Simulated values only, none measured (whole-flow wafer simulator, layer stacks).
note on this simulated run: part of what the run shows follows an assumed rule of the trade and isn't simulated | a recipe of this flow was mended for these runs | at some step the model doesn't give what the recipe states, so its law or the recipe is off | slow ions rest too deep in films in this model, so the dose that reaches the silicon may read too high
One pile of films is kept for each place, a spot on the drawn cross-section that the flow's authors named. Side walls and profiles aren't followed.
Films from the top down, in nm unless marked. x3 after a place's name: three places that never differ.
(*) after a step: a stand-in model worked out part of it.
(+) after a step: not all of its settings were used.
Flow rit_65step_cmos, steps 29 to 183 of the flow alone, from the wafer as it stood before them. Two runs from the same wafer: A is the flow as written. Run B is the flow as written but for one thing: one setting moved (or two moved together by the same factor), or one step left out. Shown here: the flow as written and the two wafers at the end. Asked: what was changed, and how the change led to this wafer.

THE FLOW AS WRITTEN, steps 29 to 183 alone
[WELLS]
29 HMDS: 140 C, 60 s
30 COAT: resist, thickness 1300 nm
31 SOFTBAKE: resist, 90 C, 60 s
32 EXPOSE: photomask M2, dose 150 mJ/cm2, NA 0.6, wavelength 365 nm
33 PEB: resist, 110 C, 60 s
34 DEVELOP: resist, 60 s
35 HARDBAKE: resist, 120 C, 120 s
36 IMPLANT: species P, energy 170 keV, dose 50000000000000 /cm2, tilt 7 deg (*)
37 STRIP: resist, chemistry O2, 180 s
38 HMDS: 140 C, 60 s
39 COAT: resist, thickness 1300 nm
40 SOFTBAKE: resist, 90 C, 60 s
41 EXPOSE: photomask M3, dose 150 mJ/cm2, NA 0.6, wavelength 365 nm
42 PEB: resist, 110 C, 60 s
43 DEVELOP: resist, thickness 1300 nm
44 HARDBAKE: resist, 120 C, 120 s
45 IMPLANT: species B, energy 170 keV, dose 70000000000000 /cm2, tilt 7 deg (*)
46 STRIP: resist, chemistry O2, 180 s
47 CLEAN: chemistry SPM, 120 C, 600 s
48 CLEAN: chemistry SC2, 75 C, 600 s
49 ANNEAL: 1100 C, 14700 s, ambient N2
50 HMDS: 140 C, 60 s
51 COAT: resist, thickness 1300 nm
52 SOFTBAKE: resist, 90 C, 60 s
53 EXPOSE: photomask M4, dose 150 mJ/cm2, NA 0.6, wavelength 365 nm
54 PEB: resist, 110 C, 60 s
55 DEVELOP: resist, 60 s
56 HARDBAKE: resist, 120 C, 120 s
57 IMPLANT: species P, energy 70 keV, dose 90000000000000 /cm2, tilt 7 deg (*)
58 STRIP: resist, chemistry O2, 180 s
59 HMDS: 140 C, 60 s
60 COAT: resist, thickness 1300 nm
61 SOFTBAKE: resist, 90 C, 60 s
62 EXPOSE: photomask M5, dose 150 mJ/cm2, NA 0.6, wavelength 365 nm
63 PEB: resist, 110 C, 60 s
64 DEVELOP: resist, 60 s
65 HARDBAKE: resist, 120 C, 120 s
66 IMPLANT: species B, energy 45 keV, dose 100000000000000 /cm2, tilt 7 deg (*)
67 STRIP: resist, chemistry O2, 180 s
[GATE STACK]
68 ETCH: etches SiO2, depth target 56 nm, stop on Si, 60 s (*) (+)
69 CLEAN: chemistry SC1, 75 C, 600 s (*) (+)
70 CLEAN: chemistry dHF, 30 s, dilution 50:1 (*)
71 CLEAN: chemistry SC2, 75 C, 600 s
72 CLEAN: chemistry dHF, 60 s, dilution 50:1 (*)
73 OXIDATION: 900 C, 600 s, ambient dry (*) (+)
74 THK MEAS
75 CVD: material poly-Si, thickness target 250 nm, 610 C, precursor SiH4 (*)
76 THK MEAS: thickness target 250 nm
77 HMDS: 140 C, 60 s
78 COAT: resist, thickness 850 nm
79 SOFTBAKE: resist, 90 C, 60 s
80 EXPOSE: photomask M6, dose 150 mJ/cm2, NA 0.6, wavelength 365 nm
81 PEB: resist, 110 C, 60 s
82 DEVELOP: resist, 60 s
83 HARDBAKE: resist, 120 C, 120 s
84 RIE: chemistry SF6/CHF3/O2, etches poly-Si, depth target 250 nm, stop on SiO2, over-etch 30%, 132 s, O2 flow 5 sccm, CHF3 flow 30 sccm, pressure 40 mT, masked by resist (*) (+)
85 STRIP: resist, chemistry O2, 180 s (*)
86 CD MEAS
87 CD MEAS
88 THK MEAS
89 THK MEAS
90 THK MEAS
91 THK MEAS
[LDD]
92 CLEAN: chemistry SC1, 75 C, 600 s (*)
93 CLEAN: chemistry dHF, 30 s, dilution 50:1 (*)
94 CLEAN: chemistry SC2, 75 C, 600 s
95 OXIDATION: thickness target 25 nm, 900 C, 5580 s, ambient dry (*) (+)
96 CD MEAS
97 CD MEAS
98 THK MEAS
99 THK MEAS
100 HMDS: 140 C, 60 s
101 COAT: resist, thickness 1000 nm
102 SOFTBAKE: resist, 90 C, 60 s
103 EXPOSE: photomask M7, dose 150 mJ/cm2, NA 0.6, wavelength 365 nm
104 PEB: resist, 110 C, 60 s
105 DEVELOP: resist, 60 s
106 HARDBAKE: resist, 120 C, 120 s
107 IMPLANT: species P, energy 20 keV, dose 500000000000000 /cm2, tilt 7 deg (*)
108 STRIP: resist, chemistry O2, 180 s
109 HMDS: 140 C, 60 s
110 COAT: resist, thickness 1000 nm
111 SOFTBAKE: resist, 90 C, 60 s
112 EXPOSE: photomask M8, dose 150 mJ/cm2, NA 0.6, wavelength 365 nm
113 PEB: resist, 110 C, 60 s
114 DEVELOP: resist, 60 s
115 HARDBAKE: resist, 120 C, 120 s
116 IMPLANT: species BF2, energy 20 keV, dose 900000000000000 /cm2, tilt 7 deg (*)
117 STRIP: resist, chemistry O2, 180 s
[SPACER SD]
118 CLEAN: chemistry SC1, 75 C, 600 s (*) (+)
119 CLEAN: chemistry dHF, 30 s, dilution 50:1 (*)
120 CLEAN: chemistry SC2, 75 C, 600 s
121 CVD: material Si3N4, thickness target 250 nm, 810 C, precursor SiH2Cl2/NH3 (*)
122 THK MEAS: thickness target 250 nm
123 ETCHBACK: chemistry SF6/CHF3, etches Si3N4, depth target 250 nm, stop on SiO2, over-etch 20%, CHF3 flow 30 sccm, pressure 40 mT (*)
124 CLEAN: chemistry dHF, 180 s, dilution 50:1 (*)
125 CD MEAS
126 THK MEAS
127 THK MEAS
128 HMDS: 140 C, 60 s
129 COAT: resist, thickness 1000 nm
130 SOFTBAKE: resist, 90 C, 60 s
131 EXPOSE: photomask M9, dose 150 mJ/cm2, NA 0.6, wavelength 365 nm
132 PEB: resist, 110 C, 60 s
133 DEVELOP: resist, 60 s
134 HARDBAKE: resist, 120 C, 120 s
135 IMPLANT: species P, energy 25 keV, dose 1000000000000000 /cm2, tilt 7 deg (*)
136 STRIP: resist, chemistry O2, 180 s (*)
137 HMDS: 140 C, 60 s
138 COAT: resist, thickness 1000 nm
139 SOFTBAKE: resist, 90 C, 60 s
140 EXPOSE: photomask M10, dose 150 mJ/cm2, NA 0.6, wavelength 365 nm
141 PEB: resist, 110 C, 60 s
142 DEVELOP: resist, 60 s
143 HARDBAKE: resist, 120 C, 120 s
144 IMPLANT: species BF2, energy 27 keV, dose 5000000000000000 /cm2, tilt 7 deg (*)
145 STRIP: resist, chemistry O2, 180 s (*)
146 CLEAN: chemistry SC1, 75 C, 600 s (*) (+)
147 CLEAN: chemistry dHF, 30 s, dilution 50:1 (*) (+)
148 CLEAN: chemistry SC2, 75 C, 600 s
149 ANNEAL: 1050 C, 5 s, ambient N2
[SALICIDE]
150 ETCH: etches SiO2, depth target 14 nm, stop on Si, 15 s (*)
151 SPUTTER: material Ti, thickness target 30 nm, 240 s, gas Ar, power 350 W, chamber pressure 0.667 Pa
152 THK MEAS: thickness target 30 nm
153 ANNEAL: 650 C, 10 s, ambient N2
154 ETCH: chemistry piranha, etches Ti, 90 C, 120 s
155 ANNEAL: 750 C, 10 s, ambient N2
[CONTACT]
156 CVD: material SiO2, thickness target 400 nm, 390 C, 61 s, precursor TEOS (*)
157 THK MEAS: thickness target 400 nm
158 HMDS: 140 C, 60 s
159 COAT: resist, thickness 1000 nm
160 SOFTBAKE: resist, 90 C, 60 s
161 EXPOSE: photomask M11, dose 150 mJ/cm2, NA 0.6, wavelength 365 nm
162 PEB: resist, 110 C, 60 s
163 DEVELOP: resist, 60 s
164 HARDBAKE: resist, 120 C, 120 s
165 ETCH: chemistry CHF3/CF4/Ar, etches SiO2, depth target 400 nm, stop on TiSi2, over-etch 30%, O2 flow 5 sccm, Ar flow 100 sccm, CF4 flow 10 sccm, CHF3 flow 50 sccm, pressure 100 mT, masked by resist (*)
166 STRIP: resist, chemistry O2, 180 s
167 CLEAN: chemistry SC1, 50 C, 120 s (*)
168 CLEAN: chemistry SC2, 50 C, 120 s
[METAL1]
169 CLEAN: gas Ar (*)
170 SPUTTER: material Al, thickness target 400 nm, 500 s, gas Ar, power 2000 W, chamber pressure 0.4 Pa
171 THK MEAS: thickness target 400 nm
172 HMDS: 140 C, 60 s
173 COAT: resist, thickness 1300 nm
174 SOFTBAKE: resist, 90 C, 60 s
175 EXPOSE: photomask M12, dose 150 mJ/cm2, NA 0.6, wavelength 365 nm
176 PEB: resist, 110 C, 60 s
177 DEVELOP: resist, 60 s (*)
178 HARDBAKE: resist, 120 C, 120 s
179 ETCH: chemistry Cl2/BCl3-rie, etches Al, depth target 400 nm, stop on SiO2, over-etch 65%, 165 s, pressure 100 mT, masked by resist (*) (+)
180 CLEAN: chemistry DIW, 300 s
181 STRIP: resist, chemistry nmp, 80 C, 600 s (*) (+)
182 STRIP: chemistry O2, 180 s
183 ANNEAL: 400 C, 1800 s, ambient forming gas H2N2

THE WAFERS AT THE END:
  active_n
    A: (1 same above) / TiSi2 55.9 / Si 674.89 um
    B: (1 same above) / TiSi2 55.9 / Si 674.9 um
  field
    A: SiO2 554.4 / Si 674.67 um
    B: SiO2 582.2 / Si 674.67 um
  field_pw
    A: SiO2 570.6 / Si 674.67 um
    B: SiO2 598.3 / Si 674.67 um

The cause: step 68, ETCH: depth target 28 nm was run, where the flow has depth target 56 nm; step 68, ETCH: 30 s was run, where the flow has 60 s.

How the change led to this, step by step:
  68 ETCH: etches SiO2, depth target 56 nm, stop on Si, 60 s (*) (+)
      active_n, active_p, gate_n and 7 more: A SiO2 -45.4 (all of it), Si -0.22 | B SiO2 -28
      field, field_pw, field_nw, field_p: A SiO2 -56 | B SiO2 -28
  69 CLEAN: chemistry SC1, 75 C, 600 s (*) (+)
      gate_n, gate_p, spacer, spacer_p, sd_n, sd_p, contact, m1: A chemical SiO2 +0.6 (new film), Si -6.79 | B SiO2 -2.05
      active_n, active_p: A chemical SiO2 +0.6 (new film), Si -6.8 | B SiO2 -2.05
  70 CLEAN: chemistry dHF, 30 s, dilution 50:1 (*)
      active_n, gate_n, spacer, sd_n, contact, m1: A chemical SiO2 -0.6 (all of it) | B SiO2 -3.24
      active_p, gate_p, spacer_p, sd_p: A chemical SiO2 -0.6 (all of it) | B SiO2 -5.64
  72 CLEAN: chemistry dHF, 60 s, dilution 50:1 (*)
      active_n, gate_n, spacer, sd_n, contact, m1: A chemical SiO2 -0.4 (all of it) | B SiO2 -6.5
      gate_p, spacer_p, sd_p: A chemical SiO2 -0.4 (all of it) | B SiO2 -9.74 (all of it)
      (and at 1 more place)
  73 OXIDATION: 900 C, 600 s, ambient dry (*) (+)
      active_n, gate_n, spacer, sd_n, contact, m1: A SiO2 +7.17 (new film), Si -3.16 | B SiO2 +5.17, Si -2.28
  93 CLEAN: chemistry dHF, 30 s, dilution 50:1 (*)
      active_n, spacer, sd_n, contact, m1: A SiO2 -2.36 (all of it) | B SiO2 -2.78
  95 OXIDATION: thickness target 25 nm, 900 C, 5580 s, ambient dry (*) (+)
      active_n, spacer, sd_n, contact, m1: A SiO2 +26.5 (new film), chemical SiO2 -0.4 (all of it), Si -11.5 | B SiO2 +23.7, Si -10.4
  123 ETCHBACK: chemistry SF6/CHF3, etches Si3N4, depth target 250 nm, stop on SiO2, over-etch 20%, CHF3 flow 30 sccm, pressure 40 mT (*)
      spacer: A Si3N4 -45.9 | B Si3N4 -43.9
  134 HARDBAKE: resist, 120 C, 120 s
      field_p: A resist -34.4 | B resist -33.7
